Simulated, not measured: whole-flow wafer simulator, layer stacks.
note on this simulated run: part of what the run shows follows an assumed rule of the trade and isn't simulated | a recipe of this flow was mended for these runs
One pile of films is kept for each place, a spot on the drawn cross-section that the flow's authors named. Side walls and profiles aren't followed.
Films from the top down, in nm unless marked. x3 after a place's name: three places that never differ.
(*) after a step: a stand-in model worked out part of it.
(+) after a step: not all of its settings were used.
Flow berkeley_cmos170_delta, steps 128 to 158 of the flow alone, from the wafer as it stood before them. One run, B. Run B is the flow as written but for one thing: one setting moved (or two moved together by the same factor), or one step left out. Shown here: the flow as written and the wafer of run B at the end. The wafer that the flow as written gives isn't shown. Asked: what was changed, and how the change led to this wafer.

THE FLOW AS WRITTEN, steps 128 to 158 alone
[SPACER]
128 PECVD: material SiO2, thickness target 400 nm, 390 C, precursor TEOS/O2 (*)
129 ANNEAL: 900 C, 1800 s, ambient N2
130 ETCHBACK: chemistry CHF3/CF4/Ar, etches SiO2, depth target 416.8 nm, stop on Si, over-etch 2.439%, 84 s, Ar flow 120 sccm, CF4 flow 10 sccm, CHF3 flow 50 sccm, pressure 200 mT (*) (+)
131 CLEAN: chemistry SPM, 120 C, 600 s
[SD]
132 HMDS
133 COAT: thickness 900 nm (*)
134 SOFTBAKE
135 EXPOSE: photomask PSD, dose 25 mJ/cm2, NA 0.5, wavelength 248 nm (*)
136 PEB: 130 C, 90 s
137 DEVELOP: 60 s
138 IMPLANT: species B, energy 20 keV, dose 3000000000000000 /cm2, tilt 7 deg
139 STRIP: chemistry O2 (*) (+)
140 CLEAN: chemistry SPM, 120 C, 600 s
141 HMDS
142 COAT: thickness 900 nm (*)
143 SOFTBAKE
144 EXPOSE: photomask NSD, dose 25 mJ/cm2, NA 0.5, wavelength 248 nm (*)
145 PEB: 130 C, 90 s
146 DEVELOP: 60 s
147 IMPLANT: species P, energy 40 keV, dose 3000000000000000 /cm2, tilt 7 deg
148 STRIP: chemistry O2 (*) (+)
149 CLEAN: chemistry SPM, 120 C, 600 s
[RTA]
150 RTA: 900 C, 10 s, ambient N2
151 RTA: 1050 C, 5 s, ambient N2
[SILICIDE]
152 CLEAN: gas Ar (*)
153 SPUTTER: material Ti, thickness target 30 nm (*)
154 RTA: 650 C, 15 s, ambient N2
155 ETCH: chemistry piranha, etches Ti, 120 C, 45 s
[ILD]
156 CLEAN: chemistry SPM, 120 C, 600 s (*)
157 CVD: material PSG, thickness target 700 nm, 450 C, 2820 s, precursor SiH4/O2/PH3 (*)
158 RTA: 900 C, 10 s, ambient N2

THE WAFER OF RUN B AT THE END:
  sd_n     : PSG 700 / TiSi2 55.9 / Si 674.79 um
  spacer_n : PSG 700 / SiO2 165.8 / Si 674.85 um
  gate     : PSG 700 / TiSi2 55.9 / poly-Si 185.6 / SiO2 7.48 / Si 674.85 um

The cause: step 128, PECVD: thickness target 340 nm was run, where the flow has thickness target 400 nm.

How the change led to this, step by step:
  128 PECVD: material SiO2, thickness target 400 nm, 390 C, precursor TEOS/O2 (*)
      field, sd_n, contact, m1: SiO2 +340 (as written it would be: SiO2 +400)
      spacer_n, sd_p, spacer_p: SiO2 +326.4 (as written it would be: SiO2 +383.7)
      (and at 2 more places)
  130 ETCHBACK: chemistry CHF3/CF4/Ar, etches SiO2, depth target 416.8 nm, stop on Si, over-etch 2.439%, 84 s, Ar flow 120 sccm, CF4 flow 10 sccm, CHF3 flow 50 sccm, pressure 200 mT (*) (+)
      sd_n: SiO2 -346 (all of it), Si -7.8 (as written it would be: SiO2 -406 (all of it), Si -2.34)
      gate: SiO2 -340 (all of it), chemical SiO2 -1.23 (all of it), poly-Si -7.8 (as written it would be: SiO2 -400 (all of it), chemical SiO2 -1.23 (all of it), poly-Si -2.34)
      (and at 4 more places)
  133 COAT: thickness 900 nm (*)
      sd_n: KrF-resist +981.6 (new film) (as written it would be: KrF-resist +1013.7 (new film))
      spacer_n: KrF-resist +827 (new film) (as written it would be: KrF-resist +801.4 (new film))
      (and at 6 more places)
  137 DEVELOP: 60 s
      sd_p: KrF-resist -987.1 (all of it) (as written it would be: KrF-resist -1014.9 (all of it))
      spacer_p: KrF-resist -820.7 (all of it) (as written it would be: KrF-resist -792.3 (all of it))
      (and at 1 more place)
  139 STRIP: chemistry O2 (*) (+)
      sd_n: KrF-resist -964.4 (all of it), chemical SiO2 +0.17, Si -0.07 (as written it would be: KrF-resist -996.5 (all of it), chemical SiO2 +0.17, Si -0.08)
      spacer_n: KrF-resist -810.2 (all of it) (as written it would be: KrF-resist -784.8 (all of it))
      (and at 3 more places)
  142 COAT: thickness 900 nm (*)
      sd_n: KrF-resist +981.5 (new film) (as written it would be: KrF-resist +1013.7 (new film))
      spacer_n: KrF-resist +827 (new film) (as written it would be: KrF-resist +801.5 (new film))
      (and at 6 more places)
  146 DEVELOP: 60 s
      sd_n: KrF-resist -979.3 (all of it) (as written it would be: KrF-resist -1011.4 (all of it))
      spacer_n: KrF-resist -825.2 (all of it) (as written it would be: KrF-resist -799.8 (all of it))
      (and at 3 more places)
  148 STRIP: chemistry O2 (*) (+)
      sd_p: KrF-resist -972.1 (all of it), chemical SiO2 +0.07 (as written it would be: KrF-resist -999.9 (all of it), chemical SiO2 +0.07)
      spacer_p: KrF-resist -805.8 (all of it) (as written it would be: KrF-resist -777.5 (all of it))
      (and at 1 more place)
  153 SPUTTER: material Ti, thickness target 30 nm (*)
      sd_p: Ti +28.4 (new film) (as written it would be: Ti +27.5 (new film))
  154 RTA: 650 C, 15 s, ambient N2
      sd_p: Ti -22.1, TiSi first +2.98 (new film), TiSi2 C49 +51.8 (new film), Si -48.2 (as written it would be: Ti -21.5, TiSi first +1.37 (new film), TiSi2 C49 +52.5 (new film), Si -47.8)
  158 RTA: 900 C, 10 s, ambient N2
      sd_p: under 1 film: TiSi2 +52.8 (new film), TiSi first -2.88 (all of it), TiSi2 C49 -51.8 (all of it), Si -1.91 (as written it would be: under 1 film: TiSi2 +51.3 (new film), TiSi first -1.27 (all of it), TiSi2 C49 -52.5 (all of it), Si -0.84)
